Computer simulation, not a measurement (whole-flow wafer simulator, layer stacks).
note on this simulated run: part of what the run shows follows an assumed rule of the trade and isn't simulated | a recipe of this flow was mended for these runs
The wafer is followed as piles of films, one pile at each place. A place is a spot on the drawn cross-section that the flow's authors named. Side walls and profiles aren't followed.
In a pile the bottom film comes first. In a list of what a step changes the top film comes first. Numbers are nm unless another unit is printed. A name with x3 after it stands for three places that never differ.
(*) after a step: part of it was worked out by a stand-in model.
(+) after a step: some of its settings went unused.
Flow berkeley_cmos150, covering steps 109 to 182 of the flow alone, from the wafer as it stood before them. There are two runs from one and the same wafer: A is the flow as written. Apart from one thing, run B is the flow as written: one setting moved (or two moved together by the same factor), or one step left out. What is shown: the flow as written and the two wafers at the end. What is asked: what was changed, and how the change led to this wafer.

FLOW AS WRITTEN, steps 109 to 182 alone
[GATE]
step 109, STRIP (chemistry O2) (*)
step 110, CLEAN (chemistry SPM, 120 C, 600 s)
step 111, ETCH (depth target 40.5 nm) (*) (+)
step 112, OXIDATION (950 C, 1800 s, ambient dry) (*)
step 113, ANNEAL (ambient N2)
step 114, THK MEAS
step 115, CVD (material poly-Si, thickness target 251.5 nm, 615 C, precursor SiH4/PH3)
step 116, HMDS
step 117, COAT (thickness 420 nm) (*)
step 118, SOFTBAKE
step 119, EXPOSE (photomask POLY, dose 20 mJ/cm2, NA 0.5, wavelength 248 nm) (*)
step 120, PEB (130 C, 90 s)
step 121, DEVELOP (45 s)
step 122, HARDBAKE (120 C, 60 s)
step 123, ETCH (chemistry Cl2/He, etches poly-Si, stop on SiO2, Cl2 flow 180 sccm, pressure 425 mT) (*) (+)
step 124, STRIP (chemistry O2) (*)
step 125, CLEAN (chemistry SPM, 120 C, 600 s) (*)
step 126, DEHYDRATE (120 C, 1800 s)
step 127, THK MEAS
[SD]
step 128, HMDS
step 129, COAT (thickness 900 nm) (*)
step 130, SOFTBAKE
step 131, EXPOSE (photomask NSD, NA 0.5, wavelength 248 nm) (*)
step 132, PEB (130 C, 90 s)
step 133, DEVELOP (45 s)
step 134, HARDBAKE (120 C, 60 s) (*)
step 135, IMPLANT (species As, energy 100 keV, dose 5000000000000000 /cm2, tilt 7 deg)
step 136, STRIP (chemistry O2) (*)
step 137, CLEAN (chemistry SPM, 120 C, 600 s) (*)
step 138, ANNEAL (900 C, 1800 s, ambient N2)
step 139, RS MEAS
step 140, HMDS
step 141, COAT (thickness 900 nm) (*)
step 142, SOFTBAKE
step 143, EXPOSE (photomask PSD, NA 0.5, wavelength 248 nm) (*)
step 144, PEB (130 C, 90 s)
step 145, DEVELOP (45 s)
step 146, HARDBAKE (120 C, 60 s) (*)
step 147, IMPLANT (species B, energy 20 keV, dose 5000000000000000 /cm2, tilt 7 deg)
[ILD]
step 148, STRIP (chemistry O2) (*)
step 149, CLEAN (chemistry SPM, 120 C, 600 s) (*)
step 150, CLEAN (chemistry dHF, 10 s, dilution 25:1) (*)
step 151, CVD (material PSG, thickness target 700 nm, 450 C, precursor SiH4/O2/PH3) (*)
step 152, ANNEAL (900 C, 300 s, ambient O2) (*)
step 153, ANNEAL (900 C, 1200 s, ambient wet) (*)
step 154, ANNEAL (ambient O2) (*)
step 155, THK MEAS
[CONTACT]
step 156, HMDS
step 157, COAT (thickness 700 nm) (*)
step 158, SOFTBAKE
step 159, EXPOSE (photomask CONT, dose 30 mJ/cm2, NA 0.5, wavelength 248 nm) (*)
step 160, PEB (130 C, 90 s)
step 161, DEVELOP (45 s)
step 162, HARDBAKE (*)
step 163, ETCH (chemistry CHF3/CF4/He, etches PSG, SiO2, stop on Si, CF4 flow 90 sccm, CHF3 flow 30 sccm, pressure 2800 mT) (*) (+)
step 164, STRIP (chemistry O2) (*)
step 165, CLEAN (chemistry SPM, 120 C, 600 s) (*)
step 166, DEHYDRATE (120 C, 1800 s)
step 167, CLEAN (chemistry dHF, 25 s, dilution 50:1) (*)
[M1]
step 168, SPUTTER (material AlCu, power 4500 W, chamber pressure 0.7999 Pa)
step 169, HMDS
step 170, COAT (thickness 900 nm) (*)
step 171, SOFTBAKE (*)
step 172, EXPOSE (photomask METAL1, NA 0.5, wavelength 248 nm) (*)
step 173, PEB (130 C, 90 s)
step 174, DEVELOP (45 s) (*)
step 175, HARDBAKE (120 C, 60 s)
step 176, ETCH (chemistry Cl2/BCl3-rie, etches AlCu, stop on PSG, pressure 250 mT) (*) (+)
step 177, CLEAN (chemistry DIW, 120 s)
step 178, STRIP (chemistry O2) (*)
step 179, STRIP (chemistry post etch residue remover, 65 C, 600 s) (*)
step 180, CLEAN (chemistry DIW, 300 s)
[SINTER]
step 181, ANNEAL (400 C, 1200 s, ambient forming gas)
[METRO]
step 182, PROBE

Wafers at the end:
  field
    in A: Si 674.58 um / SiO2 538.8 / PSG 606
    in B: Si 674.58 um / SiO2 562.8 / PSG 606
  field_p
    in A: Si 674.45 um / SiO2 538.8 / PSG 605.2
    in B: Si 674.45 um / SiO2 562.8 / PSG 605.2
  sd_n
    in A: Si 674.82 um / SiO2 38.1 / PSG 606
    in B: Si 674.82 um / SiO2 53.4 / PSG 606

The reason: step 111, ETCH: depth target 16.2 nm was run, though the flow has depth target 40.5 nm.

The path from the change to this, step by step:
  step 111, ETCH (depth target 40.5 nm) (*) (+)
      gate_n, sd_p, gate_p, contact, m1: A -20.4 SiO2 (all of it) | B -16.2 SiO2
      sd_n: A -40.4 SiO2 (all of it) | B -16.2 SiO2
      (and at 2 other places as well)
  step 112, OXIDATION (950 C, 1800 s, ambient dry) (*)
      gate_n, sd_p, gate_p, contact, m1: A +20.4 SiO2 (new film), -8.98 Si | B +17.6 SiO2, -7.76 Si
      sd_n: A +20.4 SiO2 (new film), -8.98 Si | B +11.8 SiO2, -5.2 Si
  step 117, COAT (thickness 420 nm) (*)
      gate_n: A +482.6 KrF-resist (new film) | B +493 KrF-resist (new film)
  step 122, HARDBAKE (120 C, 60 s)
      gate_n: A -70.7 KrF-resist | B -72.2 KrF-resist
  step 124, STRIP (chemistry O2) (*)
      gate_n: A +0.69 chemical SiO2 (new film), -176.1 KrF-resist (all of it), -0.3 poly-Si | B +0.69 chemical SiO2 (new film), -184.9 KrF-resist (all of it), -0.3 poly-Si
      gate_p: A +0.69 chemical SiO2 (new film), -213.2 KrF-resist (all of it), -0.3 poly-Si | B +0.69 chemical SiO2 (new film), -217.9 KrF-resist (all of it), -0.3 poly-Si
  step 163, ETCH (chemistry CHF3/CF4/He, etches PSG, SiO2, stop on Si, CF4 flow 90 sccm, CHF3 flow 30 sccm, pressure 2800 mT) (*) (+)
      contact: A -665 PSG (all of it), -38.1 SiO2 (all of it), -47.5 Si | B -665 PSG (all of it), -39.5 SiO2 (all of it), -47.5 Si
  step 164, STRIP (chemistry O2) (*)
      gate_n: A -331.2 KrF-resist (all of it) | B -339.8 KrF-resist (all of it)
      gate_p: A -375.7 KrF-resist (all of it) | B -383.9 KrF-resist (all of it)
  step 176, ETCH (chemistry Cl2/BCl3-rie, etches AlCu, stop on PSG, pressure 250 mT) (*) (+)
      gate_p: A -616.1 AlCu (all of it), -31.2 PSG | B -607.9 AlCu (all of it), -32.3 PSG
  step 178, STRIP (chemistry O2) (*)
      m1: A -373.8 thick-KrF-resist (all of it) | B -383.9 thick-KrF-resist (all of it)
